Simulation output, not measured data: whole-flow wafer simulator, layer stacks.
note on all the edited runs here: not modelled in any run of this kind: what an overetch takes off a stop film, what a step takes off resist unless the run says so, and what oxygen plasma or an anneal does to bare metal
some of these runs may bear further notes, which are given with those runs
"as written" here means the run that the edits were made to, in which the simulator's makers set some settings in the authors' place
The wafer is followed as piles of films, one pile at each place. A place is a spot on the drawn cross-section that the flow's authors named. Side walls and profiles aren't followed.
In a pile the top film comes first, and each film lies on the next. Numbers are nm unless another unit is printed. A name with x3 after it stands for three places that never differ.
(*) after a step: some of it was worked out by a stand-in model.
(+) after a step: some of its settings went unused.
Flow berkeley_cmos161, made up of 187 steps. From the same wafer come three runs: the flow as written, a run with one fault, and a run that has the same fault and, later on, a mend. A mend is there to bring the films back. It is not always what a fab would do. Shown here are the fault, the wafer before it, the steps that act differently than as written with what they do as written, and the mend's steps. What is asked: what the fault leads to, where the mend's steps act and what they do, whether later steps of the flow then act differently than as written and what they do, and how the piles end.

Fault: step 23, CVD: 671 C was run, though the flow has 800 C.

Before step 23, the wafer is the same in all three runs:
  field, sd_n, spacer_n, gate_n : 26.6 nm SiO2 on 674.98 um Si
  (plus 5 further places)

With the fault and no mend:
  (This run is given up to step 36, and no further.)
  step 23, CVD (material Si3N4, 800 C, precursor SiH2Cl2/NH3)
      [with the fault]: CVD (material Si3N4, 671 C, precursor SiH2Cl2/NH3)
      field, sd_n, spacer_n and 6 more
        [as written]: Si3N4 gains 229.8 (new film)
        [with the fault]: Si3N4 gains 24.3 (new film)
  Steps later in the flow that act otherwise than as written (not shown: 1 more step that differs only slightly, by at most 2% or 0.5 nm, whichever is larger):
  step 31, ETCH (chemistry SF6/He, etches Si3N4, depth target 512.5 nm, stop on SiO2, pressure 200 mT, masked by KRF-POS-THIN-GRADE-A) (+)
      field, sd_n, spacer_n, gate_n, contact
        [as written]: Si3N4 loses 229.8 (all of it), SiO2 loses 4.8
        [with the fault]: Si3N4 loses 24.3 (all of it), SiO2 loses 4.8
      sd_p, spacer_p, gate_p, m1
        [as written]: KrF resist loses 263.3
        [with the fault]: KrF resist loses 40
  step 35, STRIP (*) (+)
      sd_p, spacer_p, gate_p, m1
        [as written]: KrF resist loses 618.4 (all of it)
        [with the fault]: KrF resist loses 841.6 (all of it)
  Once step 36 is done, the piles at sd_p, spacer_p, gate_p, m1 depart from the flow's by more than 2% or 0.5 nm, whichever is larger.
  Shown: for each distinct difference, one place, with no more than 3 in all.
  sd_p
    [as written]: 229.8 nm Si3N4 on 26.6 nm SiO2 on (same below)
    [with the fault]: 24.3 nm Si3N4 on 26.6 nm SiO2 on (same below)

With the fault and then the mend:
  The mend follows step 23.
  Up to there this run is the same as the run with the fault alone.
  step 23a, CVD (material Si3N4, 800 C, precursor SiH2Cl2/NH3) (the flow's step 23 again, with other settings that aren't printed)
      field, sd_n, spacer_n and 6 more
        Si3N4 gains 205.4
  Every later step of the flow that is run acts as written, at every place that is followed, to within 2% or 0.5 nm, whichever is larger.
  By the end, the piles equal the flow's at every place that both follow.
